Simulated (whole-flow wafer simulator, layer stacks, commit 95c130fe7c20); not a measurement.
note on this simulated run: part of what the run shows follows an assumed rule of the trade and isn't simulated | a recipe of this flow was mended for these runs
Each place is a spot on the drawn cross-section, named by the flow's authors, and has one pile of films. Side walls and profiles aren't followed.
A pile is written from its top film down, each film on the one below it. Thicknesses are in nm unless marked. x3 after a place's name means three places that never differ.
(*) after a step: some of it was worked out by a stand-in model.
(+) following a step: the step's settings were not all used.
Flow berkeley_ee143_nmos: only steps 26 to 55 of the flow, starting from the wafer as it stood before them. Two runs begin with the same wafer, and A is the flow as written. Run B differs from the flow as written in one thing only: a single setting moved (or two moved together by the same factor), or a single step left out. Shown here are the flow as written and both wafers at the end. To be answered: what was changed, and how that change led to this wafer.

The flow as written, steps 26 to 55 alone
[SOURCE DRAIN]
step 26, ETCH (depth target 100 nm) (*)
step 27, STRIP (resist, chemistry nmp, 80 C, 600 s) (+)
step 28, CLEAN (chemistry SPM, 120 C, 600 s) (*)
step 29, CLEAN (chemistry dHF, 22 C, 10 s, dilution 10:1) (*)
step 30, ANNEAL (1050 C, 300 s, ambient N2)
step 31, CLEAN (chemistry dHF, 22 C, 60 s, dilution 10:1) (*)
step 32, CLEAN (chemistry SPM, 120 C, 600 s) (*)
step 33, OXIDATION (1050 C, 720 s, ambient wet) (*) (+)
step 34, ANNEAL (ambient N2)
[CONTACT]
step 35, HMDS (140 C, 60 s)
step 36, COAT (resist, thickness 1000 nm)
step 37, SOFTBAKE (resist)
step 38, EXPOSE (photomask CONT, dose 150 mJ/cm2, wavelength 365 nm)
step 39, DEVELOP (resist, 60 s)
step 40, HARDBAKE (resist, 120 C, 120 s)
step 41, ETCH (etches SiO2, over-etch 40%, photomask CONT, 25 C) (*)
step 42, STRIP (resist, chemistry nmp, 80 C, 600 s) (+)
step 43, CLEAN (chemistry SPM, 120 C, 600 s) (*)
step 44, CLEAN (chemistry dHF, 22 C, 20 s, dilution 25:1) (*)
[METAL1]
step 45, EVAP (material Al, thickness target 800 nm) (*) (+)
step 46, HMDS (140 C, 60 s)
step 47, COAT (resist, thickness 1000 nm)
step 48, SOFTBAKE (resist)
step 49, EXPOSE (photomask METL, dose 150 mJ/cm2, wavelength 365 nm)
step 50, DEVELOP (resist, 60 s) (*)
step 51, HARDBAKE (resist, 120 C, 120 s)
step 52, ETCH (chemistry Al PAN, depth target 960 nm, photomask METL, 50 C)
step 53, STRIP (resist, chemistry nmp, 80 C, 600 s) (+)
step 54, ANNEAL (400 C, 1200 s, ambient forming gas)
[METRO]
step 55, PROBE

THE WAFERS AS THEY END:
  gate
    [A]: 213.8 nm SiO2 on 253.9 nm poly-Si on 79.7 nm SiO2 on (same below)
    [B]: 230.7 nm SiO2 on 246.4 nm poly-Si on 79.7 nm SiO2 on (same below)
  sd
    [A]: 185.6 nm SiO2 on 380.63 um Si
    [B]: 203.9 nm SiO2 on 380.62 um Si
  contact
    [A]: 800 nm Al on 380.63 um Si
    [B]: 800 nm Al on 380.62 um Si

What caused this: step 33, OXIDATION: 1062 C was run, whereas the flow has 1050 C.

The path from the change to this, step by step:
  step 33, OXIDATION (1050 C, 720 s, ambient wet) (*) (+)
      sd, contact: A +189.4 SiO2 (new film), -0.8 chemical SiO2 (all of it), -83 Si | B +207.7 SiO2 (new film), -0.8 chemical SiO2 (all of it), -91 Si
      gate: A +217.6 SiO2 (new film), -0.8 chemical SiO2 (all of it), -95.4 poly-Si | B +234.6 SiO2 (new film), -0.8 chemical SiO2 (all of it), -102.9 poly-Si
      (also at 1 further place)
  step 41, ETCH (etches SiO2, over-etch 40%, photomask CONT, 25 C) (*)
      contact: A -189.4 SiO2 (all of it) | B -207.7 SiO2 (all of it)
